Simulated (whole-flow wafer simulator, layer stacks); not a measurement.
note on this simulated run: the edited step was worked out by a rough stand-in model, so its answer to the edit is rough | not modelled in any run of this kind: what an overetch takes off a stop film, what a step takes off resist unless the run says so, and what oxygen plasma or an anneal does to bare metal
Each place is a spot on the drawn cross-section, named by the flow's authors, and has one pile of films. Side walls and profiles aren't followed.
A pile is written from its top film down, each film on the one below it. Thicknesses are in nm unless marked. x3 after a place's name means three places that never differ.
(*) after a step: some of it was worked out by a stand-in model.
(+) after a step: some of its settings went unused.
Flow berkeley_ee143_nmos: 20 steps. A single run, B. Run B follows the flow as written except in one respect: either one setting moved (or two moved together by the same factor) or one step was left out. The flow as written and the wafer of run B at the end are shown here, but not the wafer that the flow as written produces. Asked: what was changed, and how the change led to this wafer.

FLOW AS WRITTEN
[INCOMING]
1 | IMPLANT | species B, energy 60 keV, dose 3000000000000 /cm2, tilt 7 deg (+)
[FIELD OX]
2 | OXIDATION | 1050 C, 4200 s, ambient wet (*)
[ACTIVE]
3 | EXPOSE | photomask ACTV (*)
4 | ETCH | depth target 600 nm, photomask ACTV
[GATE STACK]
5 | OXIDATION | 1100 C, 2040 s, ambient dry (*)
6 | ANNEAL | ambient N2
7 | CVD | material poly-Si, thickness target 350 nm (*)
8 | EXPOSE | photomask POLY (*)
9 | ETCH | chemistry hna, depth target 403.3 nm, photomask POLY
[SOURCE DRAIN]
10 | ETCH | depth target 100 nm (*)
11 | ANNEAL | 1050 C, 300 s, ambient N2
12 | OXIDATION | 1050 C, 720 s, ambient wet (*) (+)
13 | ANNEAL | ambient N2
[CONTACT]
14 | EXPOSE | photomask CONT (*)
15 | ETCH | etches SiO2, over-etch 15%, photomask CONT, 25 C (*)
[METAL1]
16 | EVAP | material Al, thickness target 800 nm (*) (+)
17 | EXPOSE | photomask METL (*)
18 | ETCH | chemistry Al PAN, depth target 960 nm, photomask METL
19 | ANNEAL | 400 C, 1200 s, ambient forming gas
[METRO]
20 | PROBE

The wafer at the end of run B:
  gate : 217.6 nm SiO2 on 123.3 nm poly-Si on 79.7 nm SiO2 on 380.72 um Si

Cause: step 7, CVD: thickness target 219 nm was run, though the flow has thickness target 350 nm.

Step by step, how the change led to this:
  7 | CVD | material poly-Si, thickness target 350 nm (*)
      gate, sd, contact, field: poly-Si gains 219 (new film) (in the flow as written it would be: poly-Si gains 350 (new film))
  9 | ETCH | chemistry hna, depth target 403.3 nm, photomask POLY
      sd, contact, field: poly-Si loses 219 (all of it) (in the flow as written it would be: poly-Si loses 350 (all of it))
